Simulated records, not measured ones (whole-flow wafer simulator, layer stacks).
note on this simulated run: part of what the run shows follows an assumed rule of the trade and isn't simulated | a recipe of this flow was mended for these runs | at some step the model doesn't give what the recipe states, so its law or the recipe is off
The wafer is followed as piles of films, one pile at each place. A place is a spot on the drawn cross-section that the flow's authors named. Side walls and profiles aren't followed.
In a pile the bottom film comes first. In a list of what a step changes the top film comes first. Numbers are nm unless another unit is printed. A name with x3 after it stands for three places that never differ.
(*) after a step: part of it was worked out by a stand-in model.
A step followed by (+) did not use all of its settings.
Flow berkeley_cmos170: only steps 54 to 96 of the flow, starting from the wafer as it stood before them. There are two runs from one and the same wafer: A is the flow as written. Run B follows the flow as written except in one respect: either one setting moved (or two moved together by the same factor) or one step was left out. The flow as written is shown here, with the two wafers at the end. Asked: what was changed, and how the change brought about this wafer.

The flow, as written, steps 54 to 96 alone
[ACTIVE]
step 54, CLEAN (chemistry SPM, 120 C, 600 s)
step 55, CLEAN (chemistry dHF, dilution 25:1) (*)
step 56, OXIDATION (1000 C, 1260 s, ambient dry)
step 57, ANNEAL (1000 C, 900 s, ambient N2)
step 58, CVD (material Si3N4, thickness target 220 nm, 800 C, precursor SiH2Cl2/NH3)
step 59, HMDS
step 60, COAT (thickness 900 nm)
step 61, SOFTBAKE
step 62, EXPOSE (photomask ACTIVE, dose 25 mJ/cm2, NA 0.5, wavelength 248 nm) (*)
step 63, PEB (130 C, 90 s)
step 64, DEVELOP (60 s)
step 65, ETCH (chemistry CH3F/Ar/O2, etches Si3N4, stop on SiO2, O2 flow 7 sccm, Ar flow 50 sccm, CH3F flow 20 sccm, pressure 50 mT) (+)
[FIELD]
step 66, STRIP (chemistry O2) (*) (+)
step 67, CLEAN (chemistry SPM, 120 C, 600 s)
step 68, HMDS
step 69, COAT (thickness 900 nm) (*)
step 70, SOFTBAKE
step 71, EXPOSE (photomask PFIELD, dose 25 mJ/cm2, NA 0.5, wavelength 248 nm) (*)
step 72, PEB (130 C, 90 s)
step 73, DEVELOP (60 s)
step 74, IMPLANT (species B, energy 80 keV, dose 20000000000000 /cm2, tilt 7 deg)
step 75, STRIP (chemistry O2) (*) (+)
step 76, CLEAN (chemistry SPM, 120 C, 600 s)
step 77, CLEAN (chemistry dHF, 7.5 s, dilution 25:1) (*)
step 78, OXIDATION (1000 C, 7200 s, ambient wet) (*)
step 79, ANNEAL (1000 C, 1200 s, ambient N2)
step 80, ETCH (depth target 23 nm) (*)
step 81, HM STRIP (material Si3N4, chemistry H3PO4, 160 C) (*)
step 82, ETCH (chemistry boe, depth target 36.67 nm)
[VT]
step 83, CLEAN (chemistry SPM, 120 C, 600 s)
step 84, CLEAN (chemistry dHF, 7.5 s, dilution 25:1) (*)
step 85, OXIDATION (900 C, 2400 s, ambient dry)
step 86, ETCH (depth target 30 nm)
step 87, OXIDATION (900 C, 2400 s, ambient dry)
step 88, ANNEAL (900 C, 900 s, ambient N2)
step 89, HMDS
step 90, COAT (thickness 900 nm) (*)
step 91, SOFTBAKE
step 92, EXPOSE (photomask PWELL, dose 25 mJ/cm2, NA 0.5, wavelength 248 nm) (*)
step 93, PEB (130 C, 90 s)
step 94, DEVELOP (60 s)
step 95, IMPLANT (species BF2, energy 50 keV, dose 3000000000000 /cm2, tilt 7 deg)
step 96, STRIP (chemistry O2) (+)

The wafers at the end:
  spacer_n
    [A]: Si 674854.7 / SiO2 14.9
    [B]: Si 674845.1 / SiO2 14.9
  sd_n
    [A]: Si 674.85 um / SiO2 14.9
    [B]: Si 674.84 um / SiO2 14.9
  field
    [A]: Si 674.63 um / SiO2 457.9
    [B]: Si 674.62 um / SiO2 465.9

Cause: step 56, OXIDATION: 3780 s was run, though the flow has 1260 s.

Step by step, how the change led to this:
  step 56, OXIDATION (1000 C, 1260 s, ambient dry)
      field, mark, sd_n and 10 more: A +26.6 SiO2 (new film), -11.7 Si | B +50.4 SiO2 (new film), -22.2 Si
  step 78, OXIDATION (1000 C, 7200 s, ambient wet) (*)
      sd_n, sd_p: A +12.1 SiO2 (new film), -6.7 Si3N4, +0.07 SiO2, -0.07 Si | B +12.1 SiO2 (new film), -6.7 Si3N4, +2.61 SiO2, -1.1 Si
      field: A +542 SiO2, -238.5 Si | B +526.2 SiO2, -231.5 Si
  step 82, ETCH (chemistry boe, depth target 36.67 nm)
      mark, sd_n, spacer_n and 9 more: A -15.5 SiO2 (all of it) | B -36.7 SiO2
  step 83, CLEAN (chemistry SPM, 120 C, 600 s)
      mark, sd_n, spacer_n and 9 more: A +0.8 chemical SiO2 (new film), -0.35 Si | B nothing
  step 84, CLEAN (chemistry dHF, 7.5 s, dilution 25:1) (*)
      mark, sd_n, spacer_n and 9 more: A -0.8 chemical SiO2 (all of it) | B -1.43 SiO2
  step 85, OXIDATION (900 C, 2400 s, ambient dry)
      gate_n, spacer_p, gate_p, contact, m1, via1, m2, via2: A +14.9 SiO2 (new film), -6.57 Si | B +13.7 SiO2, -6.03 Si
      mark, spacer_n: A +14.9 SiO2 (new film), -6.57 Si | B +13.7 SiO2, -6.04 Si
      (and at 2 other places as well)
  step 86, ETCH (depth target 30 nm)
      sd_n, sd_p: A -14.9 SiO2 (all of it) | B -16.8 SiO2 (all of it)
